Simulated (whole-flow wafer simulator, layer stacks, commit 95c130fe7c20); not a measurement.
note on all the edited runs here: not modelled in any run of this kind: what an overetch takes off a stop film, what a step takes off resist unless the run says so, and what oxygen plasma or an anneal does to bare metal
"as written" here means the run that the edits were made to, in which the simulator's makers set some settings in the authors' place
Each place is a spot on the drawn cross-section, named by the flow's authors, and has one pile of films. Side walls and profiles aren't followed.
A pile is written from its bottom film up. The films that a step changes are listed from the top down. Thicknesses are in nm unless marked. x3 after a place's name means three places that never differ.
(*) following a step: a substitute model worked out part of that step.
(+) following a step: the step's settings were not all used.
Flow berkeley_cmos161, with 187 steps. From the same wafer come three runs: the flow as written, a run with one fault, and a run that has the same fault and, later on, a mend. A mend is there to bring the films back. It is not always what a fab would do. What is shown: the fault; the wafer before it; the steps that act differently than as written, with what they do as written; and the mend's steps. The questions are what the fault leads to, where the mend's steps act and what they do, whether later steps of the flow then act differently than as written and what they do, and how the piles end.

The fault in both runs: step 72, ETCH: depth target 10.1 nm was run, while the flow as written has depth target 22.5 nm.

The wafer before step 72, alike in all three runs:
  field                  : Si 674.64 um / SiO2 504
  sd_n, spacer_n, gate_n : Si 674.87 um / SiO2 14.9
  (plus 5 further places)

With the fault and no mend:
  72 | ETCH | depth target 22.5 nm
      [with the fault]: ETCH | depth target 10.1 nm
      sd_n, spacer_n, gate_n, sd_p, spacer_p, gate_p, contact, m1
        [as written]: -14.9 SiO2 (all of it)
        [with the fault]: -10.1 SiO2
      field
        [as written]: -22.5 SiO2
        [with the fault]: -10.1 SiO2
  Steps further on in the flow that do not act as written (45 other steps are not shown; they differ only slightly, by no more than 2% or 0.5 nm, whichever is larger):
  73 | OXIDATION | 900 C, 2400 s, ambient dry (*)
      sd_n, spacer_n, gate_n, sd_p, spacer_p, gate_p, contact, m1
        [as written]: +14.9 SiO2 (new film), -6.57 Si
        [with the fault]: +11.4 SiO2, -5.03 Si
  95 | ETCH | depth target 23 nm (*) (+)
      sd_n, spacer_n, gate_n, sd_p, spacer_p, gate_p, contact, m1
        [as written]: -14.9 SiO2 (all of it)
        [with the fault]: -16.3 SiO2 (all of it)
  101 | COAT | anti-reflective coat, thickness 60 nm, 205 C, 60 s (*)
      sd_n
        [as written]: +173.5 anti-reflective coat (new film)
        [with the fault]: +182.2 anti-reflective coat (new film)
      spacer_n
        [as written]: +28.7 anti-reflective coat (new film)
        [with the fault]: +26.7 anti-reflective coat (new film)
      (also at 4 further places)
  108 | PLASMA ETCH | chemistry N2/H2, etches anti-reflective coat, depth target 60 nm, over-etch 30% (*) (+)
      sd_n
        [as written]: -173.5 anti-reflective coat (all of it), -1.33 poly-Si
        [with the fault]: -182.2 anti-reflective coat (all of it), -1.4 poly-Si
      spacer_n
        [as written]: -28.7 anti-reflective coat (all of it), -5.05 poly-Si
        [with the fault]: -26.7 anti-reflective coat (all of it), -5.39 poly-Si
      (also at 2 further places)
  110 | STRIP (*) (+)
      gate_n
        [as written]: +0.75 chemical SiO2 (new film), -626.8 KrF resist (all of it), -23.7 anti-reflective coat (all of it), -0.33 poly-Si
        [with the fault]: +0.75 chemical SiO2 (new film), -634 KrF resist (all of it), -21.7 anti-reflective coat (all of it), -0.33 poly-Si
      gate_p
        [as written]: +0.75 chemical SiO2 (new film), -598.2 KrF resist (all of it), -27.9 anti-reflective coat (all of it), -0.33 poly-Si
        [with the fault]: +0.75 chemical SiO2 (new film), -602.4 KrF resist (all of it), -26.9 anti-reflective coat (all of it), -0.33 poly-Si
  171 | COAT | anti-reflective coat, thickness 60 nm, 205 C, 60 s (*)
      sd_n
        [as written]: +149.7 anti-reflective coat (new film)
        [with the fault]: +158.7 anti-reflective coat (new film)
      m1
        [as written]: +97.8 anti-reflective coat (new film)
        [with the fault]: +100.8 anti-reflective coat (new film)
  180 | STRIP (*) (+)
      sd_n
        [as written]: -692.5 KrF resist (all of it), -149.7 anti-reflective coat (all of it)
        [with the fault]: -690.5 KrF resist (all of it), -158.7 anti-reflective coat (all of it)
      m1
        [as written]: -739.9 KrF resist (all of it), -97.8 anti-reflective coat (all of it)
        [with the fault]: -743.5 KrF resist (all of it), -100.8 anti-reflective coat (all of it)
  The piles end different from the flow's at field by more than 2% or 0.5 nm, whichever is larger.
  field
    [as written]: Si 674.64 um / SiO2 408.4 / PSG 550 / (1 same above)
    [with the fault]: Si 674.64 um / SiO2 420.8 / PSG 550 / (1 same above)

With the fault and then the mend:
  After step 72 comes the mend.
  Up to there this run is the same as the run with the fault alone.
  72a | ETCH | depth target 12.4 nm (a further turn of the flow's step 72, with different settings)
      sd_n, spacer_n, gate_n, sd_p, spacer_p, gate_p, contact, m1
        -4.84 SiO2 (all of it)
      field
        -12.4 SiO2
  None of the later steps of the flow acts differently than as written at any place that is followed.
  The piles end the same as the flow's at every place that both follow.
